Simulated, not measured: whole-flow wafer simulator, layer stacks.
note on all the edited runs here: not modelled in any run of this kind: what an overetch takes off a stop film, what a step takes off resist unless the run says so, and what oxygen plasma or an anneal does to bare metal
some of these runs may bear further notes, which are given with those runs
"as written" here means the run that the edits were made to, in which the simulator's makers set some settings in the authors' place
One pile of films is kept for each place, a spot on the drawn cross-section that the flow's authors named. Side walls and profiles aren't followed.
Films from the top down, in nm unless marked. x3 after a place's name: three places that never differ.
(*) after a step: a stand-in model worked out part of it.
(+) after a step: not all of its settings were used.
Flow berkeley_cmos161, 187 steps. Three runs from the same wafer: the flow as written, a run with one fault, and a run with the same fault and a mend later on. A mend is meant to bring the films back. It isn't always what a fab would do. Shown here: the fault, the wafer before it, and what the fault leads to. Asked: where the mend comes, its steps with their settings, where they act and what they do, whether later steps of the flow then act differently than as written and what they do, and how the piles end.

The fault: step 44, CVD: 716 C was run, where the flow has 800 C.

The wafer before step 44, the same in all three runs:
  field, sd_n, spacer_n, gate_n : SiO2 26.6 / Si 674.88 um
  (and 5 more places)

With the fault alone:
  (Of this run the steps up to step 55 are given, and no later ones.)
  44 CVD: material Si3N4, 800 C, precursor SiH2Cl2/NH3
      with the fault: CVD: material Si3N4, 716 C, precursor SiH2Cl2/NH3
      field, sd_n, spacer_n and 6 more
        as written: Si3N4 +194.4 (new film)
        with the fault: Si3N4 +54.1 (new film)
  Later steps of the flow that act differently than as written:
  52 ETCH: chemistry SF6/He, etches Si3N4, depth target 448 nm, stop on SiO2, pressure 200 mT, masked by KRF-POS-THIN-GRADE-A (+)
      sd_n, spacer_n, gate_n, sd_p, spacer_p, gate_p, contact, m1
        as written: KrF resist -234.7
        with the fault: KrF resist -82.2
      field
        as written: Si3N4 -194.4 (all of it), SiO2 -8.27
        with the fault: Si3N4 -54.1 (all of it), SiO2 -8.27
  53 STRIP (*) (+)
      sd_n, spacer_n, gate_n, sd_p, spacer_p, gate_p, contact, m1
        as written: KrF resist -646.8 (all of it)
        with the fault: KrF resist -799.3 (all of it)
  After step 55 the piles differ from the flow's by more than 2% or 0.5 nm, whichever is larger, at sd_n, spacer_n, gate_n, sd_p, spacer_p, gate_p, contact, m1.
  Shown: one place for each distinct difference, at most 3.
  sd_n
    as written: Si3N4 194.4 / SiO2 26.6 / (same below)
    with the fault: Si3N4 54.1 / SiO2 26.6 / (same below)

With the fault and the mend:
  The mend comes after step 44.
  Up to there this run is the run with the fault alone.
  44a ETCH: chemistry h3po4, depth target 62.24 nm
      field, sd_n, spacer_n and 6 more
        Si3N4 -54.1 (all of it)
  44b CLEAN: chemistry SPM (the flow's step 36 once more)
      changes no film at any place that is followed
  44c CVD: material Si3N4, 800 C, precursor SiH2Cl2/NH3 (the flow's step 44 once more)
      field, sd_n, spacer_n and 6 more
        Si3N4 +194.4 (new film)
  No later step of the flow acts differently than as written at any place that is followed.
  At the end the piles are the same as the flow's at every place that both follow.
